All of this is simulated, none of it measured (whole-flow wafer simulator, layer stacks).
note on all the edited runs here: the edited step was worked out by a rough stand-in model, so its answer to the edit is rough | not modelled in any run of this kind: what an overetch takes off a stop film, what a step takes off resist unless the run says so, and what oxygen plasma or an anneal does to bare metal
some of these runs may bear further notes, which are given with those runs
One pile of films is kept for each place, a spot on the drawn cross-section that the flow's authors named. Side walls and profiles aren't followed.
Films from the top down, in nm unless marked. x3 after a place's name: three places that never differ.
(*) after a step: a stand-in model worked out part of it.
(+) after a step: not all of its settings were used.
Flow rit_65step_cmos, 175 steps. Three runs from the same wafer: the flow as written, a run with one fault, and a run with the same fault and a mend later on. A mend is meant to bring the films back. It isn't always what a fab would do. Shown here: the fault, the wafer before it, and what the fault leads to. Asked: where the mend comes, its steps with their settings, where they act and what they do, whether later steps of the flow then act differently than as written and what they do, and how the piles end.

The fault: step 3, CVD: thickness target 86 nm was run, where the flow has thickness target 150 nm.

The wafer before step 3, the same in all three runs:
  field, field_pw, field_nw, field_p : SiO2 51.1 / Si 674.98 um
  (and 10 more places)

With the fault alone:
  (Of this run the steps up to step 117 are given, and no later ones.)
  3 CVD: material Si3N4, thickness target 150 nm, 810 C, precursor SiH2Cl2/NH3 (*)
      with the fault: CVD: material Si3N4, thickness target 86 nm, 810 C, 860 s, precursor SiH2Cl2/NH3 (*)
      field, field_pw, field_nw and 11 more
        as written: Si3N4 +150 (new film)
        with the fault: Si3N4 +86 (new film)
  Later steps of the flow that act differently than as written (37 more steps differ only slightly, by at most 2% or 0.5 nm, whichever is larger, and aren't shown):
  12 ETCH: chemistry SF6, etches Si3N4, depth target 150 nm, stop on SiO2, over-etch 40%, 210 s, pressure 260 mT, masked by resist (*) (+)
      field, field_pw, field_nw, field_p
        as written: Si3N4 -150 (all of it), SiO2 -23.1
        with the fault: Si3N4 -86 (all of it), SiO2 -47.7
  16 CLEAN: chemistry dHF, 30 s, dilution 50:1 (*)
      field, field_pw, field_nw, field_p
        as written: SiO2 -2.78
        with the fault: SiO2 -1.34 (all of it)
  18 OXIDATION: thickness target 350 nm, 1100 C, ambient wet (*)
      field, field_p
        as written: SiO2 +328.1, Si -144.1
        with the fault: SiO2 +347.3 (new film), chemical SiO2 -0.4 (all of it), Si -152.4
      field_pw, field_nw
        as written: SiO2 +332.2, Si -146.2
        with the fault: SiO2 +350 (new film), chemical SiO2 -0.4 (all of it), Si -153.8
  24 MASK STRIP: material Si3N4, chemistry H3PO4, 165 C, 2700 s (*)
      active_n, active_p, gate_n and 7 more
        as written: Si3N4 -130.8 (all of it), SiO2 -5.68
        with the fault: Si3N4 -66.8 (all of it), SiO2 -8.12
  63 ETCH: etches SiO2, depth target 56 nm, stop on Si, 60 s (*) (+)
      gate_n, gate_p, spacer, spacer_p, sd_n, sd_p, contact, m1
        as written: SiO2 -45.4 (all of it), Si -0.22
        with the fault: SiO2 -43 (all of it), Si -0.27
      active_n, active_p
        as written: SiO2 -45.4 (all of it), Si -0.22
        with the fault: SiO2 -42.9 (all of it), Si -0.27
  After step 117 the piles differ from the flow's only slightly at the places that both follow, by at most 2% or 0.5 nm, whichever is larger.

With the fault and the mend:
  The mend comes after step 4.
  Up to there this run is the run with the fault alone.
  4a ETCH: chemistry h3po4, depth target 98.9 nm
      field, field_pw, field_nw and 11 more
        Si3N4 -86 (all of it)
  4b CLEAN: chemistry SC2, 75 C, 600 s
      changes no film at any place that is followed
  4c CVD: material Si3N4, thickness target 150 nm, 810 C, precursor SiH2Cl2/NH3 (*) (the flow's step 3 once more)
      field, field_pw, field_nw and 11 more
        Si3N4 +150 (new film)
  No later step of the flow acts differently than as written at any place that is followed.
  At the end the piles are the same as the flow's at every place that both follow.
